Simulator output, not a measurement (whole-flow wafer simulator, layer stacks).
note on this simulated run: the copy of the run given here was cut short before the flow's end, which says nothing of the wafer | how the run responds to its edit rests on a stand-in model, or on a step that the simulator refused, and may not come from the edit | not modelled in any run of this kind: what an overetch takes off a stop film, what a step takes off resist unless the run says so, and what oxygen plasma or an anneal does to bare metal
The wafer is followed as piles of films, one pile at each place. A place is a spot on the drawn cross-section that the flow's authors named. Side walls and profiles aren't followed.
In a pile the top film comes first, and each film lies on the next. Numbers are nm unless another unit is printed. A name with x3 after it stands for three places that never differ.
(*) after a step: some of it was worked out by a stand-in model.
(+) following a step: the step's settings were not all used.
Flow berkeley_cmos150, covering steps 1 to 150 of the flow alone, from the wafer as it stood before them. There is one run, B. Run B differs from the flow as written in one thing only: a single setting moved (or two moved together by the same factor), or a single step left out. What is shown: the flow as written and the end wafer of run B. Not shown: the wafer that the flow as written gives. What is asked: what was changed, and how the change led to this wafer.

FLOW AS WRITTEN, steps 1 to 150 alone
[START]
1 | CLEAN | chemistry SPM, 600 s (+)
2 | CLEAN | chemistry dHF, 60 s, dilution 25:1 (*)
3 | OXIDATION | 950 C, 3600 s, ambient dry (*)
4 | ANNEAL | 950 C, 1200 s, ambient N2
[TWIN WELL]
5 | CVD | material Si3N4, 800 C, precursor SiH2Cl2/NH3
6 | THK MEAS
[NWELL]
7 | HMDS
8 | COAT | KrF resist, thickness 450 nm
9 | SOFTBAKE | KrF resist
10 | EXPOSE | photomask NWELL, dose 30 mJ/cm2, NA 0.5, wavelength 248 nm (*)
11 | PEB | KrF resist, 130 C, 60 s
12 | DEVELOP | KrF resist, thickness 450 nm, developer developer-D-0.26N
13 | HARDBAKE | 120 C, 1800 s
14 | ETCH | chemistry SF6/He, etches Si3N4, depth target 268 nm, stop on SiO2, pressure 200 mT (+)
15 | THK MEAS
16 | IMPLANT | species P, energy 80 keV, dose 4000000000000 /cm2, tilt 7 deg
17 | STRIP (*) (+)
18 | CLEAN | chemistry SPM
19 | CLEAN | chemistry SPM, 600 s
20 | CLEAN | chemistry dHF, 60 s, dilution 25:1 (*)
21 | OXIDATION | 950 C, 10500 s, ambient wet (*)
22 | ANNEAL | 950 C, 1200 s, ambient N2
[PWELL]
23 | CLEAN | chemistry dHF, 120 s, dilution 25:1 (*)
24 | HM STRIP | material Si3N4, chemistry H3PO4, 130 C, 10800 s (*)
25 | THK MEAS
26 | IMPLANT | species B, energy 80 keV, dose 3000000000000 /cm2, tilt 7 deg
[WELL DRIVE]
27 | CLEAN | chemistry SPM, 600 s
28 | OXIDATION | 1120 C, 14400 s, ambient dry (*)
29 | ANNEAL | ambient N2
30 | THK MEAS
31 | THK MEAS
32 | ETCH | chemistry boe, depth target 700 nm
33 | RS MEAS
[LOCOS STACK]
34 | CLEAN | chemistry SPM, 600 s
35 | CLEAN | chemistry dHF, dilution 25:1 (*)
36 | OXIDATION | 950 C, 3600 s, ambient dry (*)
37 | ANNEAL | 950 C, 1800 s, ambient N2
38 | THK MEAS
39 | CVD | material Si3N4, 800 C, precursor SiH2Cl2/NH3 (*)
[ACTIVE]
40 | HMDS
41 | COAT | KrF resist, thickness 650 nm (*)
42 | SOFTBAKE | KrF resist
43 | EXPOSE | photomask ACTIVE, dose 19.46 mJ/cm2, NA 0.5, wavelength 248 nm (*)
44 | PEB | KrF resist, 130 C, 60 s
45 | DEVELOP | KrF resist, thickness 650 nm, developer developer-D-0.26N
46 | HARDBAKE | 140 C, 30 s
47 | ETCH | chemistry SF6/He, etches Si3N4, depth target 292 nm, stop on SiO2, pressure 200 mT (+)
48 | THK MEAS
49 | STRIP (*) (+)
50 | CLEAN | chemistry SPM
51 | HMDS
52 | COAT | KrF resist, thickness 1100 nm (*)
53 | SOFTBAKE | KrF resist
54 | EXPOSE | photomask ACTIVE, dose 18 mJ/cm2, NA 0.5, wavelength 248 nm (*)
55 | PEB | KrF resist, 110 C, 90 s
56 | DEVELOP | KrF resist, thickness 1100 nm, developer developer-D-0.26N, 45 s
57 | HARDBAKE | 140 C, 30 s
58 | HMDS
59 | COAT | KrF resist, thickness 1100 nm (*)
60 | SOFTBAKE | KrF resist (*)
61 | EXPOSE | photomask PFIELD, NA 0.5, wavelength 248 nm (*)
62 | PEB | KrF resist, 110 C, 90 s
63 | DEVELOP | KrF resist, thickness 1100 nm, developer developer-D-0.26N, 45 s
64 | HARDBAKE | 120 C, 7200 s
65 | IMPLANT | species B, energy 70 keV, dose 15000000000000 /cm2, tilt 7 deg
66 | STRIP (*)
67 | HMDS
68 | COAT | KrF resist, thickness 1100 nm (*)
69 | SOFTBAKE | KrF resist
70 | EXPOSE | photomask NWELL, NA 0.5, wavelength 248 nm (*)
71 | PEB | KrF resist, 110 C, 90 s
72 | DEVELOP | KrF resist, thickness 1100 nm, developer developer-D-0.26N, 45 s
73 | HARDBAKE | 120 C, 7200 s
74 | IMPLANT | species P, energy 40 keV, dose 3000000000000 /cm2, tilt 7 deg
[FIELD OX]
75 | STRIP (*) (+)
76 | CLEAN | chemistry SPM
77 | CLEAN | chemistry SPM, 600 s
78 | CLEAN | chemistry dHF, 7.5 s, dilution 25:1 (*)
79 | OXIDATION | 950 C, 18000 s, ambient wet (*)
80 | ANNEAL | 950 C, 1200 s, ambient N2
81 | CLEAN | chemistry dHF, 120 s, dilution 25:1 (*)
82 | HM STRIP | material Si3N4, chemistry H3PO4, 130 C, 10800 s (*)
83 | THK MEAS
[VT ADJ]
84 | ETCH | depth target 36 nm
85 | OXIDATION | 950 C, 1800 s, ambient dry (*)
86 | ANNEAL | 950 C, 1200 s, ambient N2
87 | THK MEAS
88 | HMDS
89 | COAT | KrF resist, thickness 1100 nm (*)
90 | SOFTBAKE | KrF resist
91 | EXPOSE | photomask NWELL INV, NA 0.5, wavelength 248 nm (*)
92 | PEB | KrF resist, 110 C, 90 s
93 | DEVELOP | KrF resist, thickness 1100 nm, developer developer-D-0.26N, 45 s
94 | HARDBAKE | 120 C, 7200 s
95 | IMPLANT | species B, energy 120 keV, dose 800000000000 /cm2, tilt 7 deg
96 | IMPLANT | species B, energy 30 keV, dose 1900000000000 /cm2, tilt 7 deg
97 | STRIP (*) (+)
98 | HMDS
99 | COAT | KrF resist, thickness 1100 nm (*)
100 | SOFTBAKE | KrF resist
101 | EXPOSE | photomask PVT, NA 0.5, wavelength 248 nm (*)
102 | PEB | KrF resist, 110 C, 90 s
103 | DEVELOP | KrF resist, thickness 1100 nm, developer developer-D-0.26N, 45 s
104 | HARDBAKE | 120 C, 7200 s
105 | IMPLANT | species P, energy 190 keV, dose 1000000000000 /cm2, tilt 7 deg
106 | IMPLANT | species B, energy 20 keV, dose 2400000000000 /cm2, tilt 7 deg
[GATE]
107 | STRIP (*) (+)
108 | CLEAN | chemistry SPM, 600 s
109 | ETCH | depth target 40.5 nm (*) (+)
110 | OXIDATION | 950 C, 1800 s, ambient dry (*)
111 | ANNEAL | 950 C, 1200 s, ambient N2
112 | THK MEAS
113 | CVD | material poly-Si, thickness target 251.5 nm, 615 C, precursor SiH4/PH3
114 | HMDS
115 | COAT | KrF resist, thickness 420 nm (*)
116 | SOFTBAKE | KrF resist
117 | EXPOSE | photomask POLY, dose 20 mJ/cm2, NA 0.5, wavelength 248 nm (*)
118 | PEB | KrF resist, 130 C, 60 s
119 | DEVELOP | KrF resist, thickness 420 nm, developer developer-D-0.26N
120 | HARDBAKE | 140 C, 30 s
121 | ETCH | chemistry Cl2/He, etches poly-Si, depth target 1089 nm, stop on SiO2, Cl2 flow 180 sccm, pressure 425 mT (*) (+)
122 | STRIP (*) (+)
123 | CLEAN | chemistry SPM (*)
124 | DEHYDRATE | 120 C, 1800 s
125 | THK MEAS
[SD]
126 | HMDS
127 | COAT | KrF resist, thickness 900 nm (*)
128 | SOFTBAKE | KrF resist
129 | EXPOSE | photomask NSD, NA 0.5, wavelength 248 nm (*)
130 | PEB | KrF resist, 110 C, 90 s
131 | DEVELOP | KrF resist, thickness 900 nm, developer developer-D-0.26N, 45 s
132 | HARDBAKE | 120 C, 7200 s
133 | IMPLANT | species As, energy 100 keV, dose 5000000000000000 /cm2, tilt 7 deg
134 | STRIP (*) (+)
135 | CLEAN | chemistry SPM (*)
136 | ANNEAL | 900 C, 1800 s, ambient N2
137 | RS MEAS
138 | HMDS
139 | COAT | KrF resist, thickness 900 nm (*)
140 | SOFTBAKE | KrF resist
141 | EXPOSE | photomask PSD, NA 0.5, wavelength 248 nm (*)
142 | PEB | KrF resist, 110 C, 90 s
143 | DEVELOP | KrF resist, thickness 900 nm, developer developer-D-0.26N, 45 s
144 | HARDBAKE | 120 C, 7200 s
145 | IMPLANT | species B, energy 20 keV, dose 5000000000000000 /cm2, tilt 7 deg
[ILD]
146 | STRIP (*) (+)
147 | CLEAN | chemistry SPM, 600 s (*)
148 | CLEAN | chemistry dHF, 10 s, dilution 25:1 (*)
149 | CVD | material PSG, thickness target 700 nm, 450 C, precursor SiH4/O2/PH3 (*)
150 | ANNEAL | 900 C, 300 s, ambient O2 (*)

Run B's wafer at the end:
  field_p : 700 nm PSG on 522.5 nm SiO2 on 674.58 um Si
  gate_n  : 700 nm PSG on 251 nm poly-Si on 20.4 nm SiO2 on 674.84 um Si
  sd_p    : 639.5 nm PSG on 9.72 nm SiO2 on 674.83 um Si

The reason: step 21, OXIDATION: 950 C, 10500 s, ambient wet (*), was omitted.

How this came from the change, step by step:
  23 | CLEAN | chemistry dHF, 120 s, dilution 25:1 (*)
      field, sd_n, gate_n, contact, m1: -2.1 Si3N4 (in the flow as written it would be: -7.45 SiO2 (all of it), -1.36 Si3N4)
      field_p, sd_p, gate_p: -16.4 SiO2 (all of it) (in the flow as written it would be: -23 SiO2)
  24 | HM STRIP | material Si3N4, chemistry H3PO4, 130 C, 10800 s (*)
      field_p, sd_p, gate_p: +0.5 chemical SiO2 (new film), -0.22 Si (in the flow as written it would be: -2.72 SiO2)
      field, sd_n, gate_n, contact, m1: -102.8 Si3N4 (all of it), -1.85 SiO2 (in the flow as written it would be: -99.4 Si3N4 (all of it), -1.87 SiO2)
  28 | OXIDATION | 1120 C, 14400 s, ambient dry (*)
      field_p, sd_p, gate_p: +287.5 SiO2 (new film), -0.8 chemical SiO2 (all of it), -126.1 Si (in the flow as written it would be: +103.6 SiO2, -45.6 Si)
  32 | ETCH | chemistry boe, depth target 700 nm
      field_p, sd_p, gate_p: -287.5 SiO2 (all of it) (in the flow as written it would be: -555.5 SiO2 (all of it))
  41 | COAT | KrF resist, thickness 650 nm (*)
      field_p: +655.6 KrF resist (new film) (in the flow as written it would be: +715.2 KrF resist (new film))
      sd_n: +648.5 KrF resist (new film) (in the flow as written it would be: +633.7 KrF resist (new film))
      (as well as at 2 more places)
  45 | DEVELOP | KrF resist, thickness 650 nm, developer developer-D-0.26N
      field_p: -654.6 KrF resist (all of it) (in the flow as written it would be: -714.1 KrF resist (all of it))
  46 | HARDBAKE | 140 C, 30 s
      sd_n: -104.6 KrF resist (in the flow as written it would be: -102.2 KrF resist)
      sd_p: -105.5 KrF resist (in the flow as written it would be: -112.2 KrF resist)
      (as well as at 1 more place)
  49 | STRIP (*) (+)
      sd_n: -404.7 KrF resist (all of it) (in the flow as written it would be: -392.4 KrF resist (all of it))
      sd_p: -409.2 KrF resist (all of it) (in the flow as written it would be: -442.9 KrF resist (all of it))
      (as well as at 1 more place)
  52 | COAT | KrF resist, thickness 1100 nm (*)
      field: +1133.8 KrF resist (new film) (in the flow as written it would be: +1106.9 KrF resist (new film))
      field_p: +1143.8 KrF resist (new film) (in the flow as written it would be: +1219.5 KrF resist (new film))
      (as well as at 2 more places)
  55 | PEB | KrF resist, 110 C, 90 s
      field_p: -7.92 KrF resist (in the flow as written it would be: -8.46 KrF resist)
  56 | DEVELOP | KrF resist, thickness 1100 nm, developer developer-D-0.26N, 45 s
      field: -1126 KrF resist (all of it) (in the flow as written it would be: -1099.3 KrF resist (all of it))
      field_p: -1135.9 KrF resist (all of it) (in the flow as written it would be: -1211 KrF resist (all of it))
  57 | HARDBAKE | 140 C, 30 s
      sd_p: -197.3 KrF resist (in the flow as written it would be: -208.8 KrF resist)
      gate_p: -198.6 KrF resist (in the flow as written it would be: -209.5 KrF resist)
  59 | COAT | KrF resist, thickness 1100 nm (*)
      field_p: +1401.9 KrF resist (new film) (in the flow as written it would be: +1484.3 KrF resist (new film))
      sd_p: +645 KrF resist (in the flow as written it would be: +671.5 KrF resist)
      (as well as at 1 more place)
  62 | PEB | KrF resist, 110 C, 90 s
      field_p: -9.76 KrF resist (in the flow as written it would be: -10.4 KrF resist)
  64 | HARDBAKE | 120 C, 7200 s
      field_p: -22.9 KrF resist (in the flow as written it would be: -24.4 KrF resist)
  66 | STRIP (*)
      field_p: -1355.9 KrF resist (all of it) (in the flow as written it would be: -1436.3 KrF resist (all of it))
      sd_p: -1449.6 KrF resist (all of it) (in the flow as written it would be: -1525.1 KrF resist (all of it))
      (as well as at 1 more place)
  ... 24 further steps ...
  146 | STRIP (*) (+)
      field: -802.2 KrF resist (all of it) (in the flow as written it would be: -778.1 KrF resist (all of it))
      field_p: -813.6 KrF resist (all of it) (in the flow as written it would be: -882.7 KrF resist (all of it))
